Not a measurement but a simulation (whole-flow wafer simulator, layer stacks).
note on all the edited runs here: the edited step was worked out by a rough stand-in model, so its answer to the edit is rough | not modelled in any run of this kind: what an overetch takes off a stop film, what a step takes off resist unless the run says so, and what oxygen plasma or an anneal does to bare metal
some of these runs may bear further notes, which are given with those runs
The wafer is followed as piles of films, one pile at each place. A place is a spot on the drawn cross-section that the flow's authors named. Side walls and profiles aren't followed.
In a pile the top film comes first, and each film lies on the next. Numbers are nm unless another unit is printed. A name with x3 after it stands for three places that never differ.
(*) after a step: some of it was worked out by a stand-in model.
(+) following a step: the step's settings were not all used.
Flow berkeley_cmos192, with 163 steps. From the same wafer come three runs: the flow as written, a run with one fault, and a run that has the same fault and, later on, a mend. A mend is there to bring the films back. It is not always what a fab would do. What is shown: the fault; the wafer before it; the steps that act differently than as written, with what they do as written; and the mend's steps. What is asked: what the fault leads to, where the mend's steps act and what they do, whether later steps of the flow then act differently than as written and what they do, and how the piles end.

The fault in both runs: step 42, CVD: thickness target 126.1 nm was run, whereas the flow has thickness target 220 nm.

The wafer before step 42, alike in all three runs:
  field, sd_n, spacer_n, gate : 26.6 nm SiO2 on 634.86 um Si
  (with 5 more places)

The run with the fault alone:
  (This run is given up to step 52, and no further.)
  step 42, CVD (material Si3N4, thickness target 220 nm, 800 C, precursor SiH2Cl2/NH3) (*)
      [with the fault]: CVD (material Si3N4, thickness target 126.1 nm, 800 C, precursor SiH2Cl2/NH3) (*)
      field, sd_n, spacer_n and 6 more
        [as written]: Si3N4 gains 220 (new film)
        [with the fault]: Si3N4 gains 126.1 (new film)
  Steps later in the flow that act otherwise than as written:
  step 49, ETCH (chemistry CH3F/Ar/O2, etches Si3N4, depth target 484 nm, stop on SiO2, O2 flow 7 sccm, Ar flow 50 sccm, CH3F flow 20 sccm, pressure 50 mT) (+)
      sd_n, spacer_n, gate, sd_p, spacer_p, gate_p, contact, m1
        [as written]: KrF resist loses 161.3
        [with the fault]: KrF resist loses 98.7
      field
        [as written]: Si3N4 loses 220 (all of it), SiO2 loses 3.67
        [with the fault]: Si3N4 loses 126.1 (all of it), SiO2 loses 3.67
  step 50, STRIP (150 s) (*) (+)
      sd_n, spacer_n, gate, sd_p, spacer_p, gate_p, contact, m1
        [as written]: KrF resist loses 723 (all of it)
        [with the fault]: KrF resist loses 785.6 (all of it)
  Once step 52 is done, the piles at sd_n, spacer_n, gate, sd_p, spacer_p, gate_p, contact, m1 depart from the flow's by more than 2% or 0.5 nm, whichever is larger.
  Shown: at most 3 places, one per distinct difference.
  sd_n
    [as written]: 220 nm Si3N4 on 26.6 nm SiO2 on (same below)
    [with the fault]: 126.1 nm Si3N4 on 26.6 nm SiO2 on (same below)

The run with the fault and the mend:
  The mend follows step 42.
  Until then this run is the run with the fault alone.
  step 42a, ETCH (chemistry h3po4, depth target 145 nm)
      field, sd_n, spacer_n and 6 more
        Si3N4 loses 126.1 (all of it)
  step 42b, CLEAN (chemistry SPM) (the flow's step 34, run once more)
      alters no film at any place that is followed
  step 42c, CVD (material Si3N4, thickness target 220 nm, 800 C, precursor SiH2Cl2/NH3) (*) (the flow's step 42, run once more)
      field, sd_n, spacer_n and 6 more
        Si3N4 gains 220 (new film)
  Every later step of the flow that is run acts as written at every place that is followed.
  The piles end the same as the flow's at every place that both follow.
